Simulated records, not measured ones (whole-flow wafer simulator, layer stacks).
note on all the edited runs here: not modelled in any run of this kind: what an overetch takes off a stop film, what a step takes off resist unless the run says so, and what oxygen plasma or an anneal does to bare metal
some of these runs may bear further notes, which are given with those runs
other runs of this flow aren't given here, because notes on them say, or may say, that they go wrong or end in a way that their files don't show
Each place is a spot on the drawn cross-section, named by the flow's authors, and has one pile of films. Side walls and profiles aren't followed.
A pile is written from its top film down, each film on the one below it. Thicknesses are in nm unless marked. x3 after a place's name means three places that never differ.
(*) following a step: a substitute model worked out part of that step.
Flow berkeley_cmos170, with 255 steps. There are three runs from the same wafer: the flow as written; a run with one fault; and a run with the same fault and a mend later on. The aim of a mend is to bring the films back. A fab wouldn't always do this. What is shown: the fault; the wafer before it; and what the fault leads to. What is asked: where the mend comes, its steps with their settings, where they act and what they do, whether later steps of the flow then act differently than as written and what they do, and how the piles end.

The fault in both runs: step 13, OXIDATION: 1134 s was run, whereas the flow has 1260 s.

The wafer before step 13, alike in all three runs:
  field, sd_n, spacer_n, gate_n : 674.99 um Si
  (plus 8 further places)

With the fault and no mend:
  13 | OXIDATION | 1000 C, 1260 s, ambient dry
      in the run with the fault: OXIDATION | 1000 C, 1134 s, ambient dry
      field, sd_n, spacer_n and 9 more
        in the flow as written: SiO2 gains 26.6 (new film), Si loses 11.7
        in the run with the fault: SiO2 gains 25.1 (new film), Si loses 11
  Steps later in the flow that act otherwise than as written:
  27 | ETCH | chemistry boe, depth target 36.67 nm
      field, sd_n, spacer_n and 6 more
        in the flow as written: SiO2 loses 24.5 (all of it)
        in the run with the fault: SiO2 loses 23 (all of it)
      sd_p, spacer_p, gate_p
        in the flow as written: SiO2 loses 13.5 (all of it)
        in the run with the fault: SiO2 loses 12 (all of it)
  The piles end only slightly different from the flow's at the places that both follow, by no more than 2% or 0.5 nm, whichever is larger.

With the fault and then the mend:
  The mend follows step 13.
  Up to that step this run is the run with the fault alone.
  13a | OXIDATION | 1000 C, 126 s, ambient dry (*) (the flow's step 13, run once more with other settings)
      field, sd_n, spacer_n and 9 more
        SiO2 gains 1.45, Si loses 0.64
  None of the later steps of the flow acts differently than as written at any place that is followed.
  By the end, the piles equal the flow's at every place that both follow.
